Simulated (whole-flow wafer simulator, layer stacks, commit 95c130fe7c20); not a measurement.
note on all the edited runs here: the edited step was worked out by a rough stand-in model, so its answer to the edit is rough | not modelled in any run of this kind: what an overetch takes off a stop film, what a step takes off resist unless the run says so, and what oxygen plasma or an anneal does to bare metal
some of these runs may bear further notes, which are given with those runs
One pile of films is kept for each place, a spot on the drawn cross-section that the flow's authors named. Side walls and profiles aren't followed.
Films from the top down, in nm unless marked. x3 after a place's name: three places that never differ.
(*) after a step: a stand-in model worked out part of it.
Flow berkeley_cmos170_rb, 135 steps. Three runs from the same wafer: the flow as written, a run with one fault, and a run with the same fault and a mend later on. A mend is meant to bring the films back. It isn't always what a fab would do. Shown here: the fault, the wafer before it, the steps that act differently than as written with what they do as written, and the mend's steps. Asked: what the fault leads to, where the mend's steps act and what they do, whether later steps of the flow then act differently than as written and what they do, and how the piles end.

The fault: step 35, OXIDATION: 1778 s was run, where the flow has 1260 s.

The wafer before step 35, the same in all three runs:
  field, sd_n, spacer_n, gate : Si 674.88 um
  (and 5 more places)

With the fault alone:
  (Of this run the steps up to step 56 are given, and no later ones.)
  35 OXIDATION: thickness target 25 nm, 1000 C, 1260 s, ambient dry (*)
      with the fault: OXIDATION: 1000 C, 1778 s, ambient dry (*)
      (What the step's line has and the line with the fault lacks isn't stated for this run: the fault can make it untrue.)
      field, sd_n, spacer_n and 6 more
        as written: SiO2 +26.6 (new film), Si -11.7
        with the fault: SiO2 +32 (new film), Si -14.1
  Later steps of the flow that act differently than as written:
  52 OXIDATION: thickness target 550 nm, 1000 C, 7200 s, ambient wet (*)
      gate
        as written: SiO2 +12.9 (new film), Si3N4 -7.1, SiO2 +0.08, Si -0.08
        with the fault: SiO2 +12.9 (new film), Si3N4 -7.1
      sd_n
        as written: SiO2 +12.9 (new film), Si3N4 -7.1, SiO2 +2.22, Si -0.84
        with the fault: SiO2 +12.9 (new film), Si3N4 -7.1, SiO2 +4.45, Si -1.92
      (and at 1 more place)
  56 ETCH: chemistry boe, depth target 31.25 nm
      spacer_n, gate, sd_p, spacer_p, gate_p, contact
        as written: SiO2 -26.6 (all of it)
        with the fault: SiO2 -31.3
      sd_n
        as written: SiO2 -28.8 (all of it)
        with the fault: SiO2 -31.2
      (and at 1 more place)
  After step 56 the piles differ from the flow's by more than 2% or 0.5 nm, whichever is larger, at sd_n, spacer_n, gate, sd_p, spacer_p, gate_p, contact, m1.
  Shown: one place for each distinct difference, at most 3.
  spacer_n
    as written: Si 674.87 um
    with the fault: SiO2 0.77 / Si 674.87 um
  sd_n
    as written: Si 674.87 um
    with the fault: SiO2 5.22 / Si 674.86 um
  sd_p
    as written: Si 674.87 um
    with the fault: SiO2 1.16 / Si 674.87 um

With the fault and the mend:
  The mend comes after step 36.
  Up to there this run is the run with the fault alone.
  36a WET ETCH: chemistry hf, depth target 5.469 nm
      field, sd_n, spacer_n and 6 more
        SiO2 -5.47
  No later step of the flow acts differently than as written, at any place that is followed, by more than 2% or 0.5 nm, whichever is larger.
  At the end the piles differ from the flow's only slightly at the places that both follow, by at most 2% or 0.5 nm, whichever is larger.
